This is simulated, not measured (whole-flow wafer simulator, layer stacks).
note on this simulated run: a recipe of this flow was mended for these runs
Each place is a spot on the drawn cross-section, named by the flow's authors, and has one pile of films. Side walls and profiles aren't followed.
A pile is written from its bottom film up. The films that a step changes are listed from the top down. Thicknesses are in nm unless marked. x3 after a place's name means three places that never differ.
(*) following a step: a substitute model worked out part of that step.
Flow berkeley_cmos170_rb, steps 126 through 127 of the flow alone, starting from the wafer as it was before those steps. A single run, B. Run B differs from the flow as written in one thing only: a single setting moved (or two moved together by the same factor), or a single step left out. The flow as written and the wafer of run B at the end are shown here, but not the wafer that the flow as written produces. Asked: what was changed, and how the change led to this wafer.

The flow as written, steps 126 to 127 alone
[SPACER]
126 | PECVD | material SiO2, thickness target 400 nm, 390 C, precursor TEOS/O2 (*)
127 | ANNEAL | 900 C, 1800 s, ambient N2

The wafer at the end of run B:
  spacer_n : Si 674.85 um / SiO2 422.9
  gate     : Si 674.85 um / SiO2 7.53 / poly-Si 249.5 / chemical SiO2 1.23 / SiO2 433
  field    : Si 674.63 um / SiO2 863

What caused this: step 126, PECVD: thickness target 433 nm was run, though the flow has thickness target 400 nm.
The wafer lets one read it off: gate has SiO2 433, and step 126 as written asks for 400 nm.

The path from the change to this, step by step:
  126 | PECVD | material SiO2, thickness target 400 nm, 390 C, precursor TEOS/O2 (*)
      field, sd_n, contact, m1: SiO2 gains 433 (it would be, as written: SiO2 gains 400)
      spacer_n, sd_p, spacer_p: SiO2 gains 416.9 (it would be, as written: SiO2 gains 385.3)
      (as well as at 2 more places)
